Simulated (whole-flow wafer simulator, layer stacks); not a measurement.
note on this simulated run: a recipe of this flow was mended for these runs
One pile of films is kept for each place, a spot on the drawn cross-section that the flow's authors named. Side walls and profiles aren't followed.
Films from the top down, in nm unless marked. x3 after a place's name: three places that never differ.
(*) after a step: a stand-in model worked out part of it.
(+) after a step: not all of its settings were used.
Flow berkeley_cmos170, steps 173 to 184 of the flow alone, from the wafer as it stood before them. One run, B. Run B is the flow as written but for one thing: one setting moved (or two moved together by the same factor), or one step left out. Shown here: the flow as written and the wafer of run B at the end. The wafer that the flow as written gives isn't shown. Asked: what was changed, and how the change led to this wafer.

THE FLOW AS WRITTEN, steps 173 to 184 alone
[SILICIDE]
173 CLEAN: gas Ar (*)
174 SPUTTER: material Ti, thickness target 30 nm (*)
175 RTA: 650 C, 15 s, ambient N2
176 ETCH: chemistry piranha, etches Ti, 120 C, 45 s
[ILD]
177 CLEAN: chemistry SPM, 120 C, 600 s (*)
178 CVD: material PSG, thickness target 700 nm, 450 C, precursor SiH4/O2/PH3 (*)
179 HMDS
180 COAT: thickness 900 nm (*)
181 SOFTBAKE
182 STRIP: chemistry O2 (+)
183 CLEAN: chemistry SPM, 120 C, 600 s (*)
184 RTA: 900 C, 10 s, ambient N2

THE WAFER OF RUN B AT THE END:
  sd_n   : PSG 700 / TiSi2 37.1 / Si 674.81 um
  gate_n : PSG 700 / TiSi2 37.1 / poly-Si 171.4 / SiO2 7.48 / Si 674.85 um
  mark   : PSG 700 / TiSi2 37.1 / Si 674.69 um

The cause: step 175, RTA: 3 s was run, where the flow has 15 s.

How the change led to this, step by step:
  175 RTA: 650 C, 15 s, ambient N2
      mark, sd_n, sd_p, contact, m1, via1, m2, via2: Ti -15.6, TiSi first +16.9 (new film), TiSi2 C49 +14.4 (new film), Si -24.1 (as written it would be: Ti -23.4, TiSi first +6.2 (new film), TiSi2 C49 +50.3 (new film), Si -49)
      gate_n, gate_p: Ti -15.6, TiSi first +16.9 (new film), TiSi2 C49 +14.4 (new film), poly-Si -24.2 (as written it would be: Ti -23.4, TiSi first +6.2 (new film), TiSi2 C49 +50.3 (new film), poly-Si -49.2)
  176 ETCH: chemistry piranha, etches Ti, 120 C, 45 s
      mark, sd_n, gate_n and 7 more: Ti -14.4 (all of it), TiSi first -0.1 (as written it would be: Ti -6.6 (all of it), TiSi first -0.1)
  184 RTA: 900 C, 10 s, ambient N2
      mark, sd_n, sd_p, contact, m1, via1, m2, via2: under 1 film: TiSi2 +37.1 (new film), TiSi first -16.8 (all of it), TiSi2 C49 -14.4 (all of it), Si -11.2 (as written it would be: under 1 film: TiSi2 +55.9 (new film), TiSi first -6.09 (all of it), TiSi2 C49 -50.3 (all of it), Si -4.05)
      gate_n, gate_p: under 1 film: TiSi2 +37.1 (new film), TiSi first -16.8 (all of it), TiSi2 C49 -14.4 (all of it), poly-Si -11.2 (as written it would be: under 1 film: TiSi2 +55.9 (new film), TiSi first -6.09 (all of it), TiSi2 C49 -50.3 (all of it), poly-Si -4.06)
